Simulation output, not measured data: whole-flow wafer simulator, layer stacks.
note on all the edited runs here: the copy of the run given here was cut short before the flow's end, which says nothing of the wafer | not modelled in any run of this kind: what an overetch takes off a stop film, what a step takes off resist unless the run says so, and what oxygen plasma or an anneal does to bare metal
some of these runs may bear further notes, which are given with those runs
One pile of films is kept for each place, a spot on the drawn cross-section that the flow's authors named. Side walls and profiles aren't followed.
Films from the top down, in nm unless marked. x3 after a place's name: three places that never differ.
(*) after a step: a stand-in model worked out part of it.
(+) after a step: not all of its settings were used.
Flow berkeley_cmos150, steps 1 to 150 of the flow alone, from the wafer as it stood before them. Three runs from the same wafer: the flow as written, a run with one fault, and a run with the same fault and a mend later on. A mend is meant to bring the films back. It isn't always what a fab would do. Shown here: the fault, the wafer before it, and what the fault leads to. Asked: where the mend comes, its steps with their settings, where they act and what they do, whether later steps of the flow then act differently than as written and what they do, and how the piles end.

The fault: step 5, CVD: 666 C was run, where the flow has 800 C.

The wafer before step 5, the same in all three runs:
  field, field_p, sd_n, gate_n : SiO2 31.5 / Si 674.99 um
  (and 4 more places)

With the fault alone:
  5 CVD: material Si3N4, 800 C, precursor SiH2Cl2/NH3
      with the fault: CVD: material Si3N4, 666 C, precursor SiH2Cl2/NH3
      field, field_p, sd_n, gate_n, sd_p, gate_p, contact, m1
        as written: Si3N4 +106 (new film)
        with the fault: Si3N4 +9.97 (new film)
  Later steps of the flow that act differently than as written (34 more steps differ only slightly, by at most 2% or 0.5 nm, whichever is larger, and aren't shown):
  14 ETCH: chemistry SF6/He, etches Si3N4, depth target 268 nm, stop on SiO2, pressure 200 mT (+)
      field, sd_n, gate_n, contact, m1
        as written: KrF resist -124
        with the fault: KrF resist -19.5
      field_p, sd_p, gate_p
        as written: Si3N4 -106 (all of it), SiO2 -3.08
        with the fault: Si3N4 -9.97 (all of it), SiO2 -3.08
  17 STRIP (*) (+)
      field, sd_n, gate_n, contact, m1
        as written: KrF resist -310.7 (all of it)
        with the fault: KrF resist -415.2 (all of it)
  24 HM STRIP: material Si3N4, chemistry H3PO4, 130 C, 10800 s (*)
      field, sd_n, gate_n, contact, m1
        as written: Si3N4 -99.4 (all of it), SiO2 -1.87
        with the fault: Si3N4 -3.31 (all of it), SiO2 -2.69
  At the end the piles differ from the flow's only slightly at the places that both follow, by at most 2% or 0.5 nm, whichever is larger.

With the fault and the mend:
  The mend comes after step 6.
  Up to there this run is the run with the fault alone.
  6a CVD: material Si3N4, 800 C, precursor SiH2Cl2/NH3 (the flow's step 5 once more, with other settings that aren't printed)
      field, field_p, sd_n, gate_n, sd_p, gate_p, contact, m1
        Si3N4 +96.1
  No later step of the flow acts differently than as written, at any place that is followed, by more than 2% or 0.5 nm, whichever is larger.
  At the end the piles are the same as the flow's at every place that both follow.
